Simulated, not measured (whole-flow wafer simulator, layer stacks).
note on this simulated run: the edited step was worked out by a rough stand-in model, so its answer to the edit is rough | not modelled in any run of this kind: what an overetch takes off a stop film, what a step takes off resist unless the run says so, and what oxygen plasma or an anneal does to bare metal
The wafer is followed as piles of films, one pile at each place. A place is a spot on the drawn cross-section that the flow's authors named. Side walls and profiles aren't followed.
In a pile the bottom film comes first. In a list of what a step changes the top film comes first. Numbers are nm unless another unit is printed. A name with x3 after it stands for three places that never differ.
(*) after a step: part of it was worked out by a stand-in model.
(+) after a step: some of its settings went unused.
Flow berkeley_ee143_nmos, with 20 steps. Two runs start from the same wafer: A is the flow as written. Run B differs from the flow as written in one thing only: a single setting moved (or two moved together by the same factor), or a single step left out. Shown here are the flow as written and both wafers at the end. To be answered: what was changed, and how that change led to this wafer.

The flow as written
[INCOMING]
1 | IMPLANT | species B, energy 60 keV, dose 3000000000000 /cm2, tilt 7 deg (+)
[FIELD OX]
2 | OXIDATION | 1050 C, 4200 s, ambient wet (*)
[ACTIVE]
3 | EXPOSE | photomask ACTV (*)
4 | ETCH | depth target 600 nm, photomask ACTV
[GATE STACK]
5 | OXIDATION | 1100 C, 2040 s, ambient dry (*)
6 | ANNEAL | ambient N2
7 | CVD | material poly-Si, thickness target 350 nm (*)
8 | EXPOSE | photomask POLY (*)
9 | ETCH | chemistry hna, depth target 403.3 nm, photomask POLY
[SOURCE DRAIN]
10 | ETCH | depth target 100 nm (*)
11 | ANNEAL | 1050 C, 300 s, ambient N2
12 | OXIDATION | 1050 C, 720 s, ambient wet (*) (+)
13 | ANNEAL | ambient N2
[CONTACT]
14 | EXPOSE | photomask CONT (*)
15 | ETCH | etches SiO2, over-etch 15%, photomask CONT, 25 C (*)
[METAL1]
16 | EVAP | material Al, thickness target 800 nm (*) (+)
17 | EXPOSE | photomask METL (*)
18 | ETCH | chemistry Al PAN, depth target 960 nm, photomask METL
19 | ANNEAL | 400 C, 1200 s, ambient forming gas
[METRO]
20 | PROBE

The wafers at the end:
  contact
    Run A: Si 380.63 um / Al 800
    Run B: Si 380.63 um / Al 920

What caused this: step 16, EVAP: thickness target 920 nm was run, though the flow has thickness target 800 nm.
One can read it off the wafer: contact has Al 920, and step 16 as written asks for 800 nm.

How this came from the change, step by step:
  16 | EVAP | material Al, thickness target 800 nm (*) (+)
      gate, sd, contact, field: A +800 Al (new film) | B +920 Al (new film)
  18 | ETCH | chemistry Al PAN, depth target 960 nm, photomask METL
      gate, sd, field: A -800 Al (all of it) | B -920 Al (all of it)
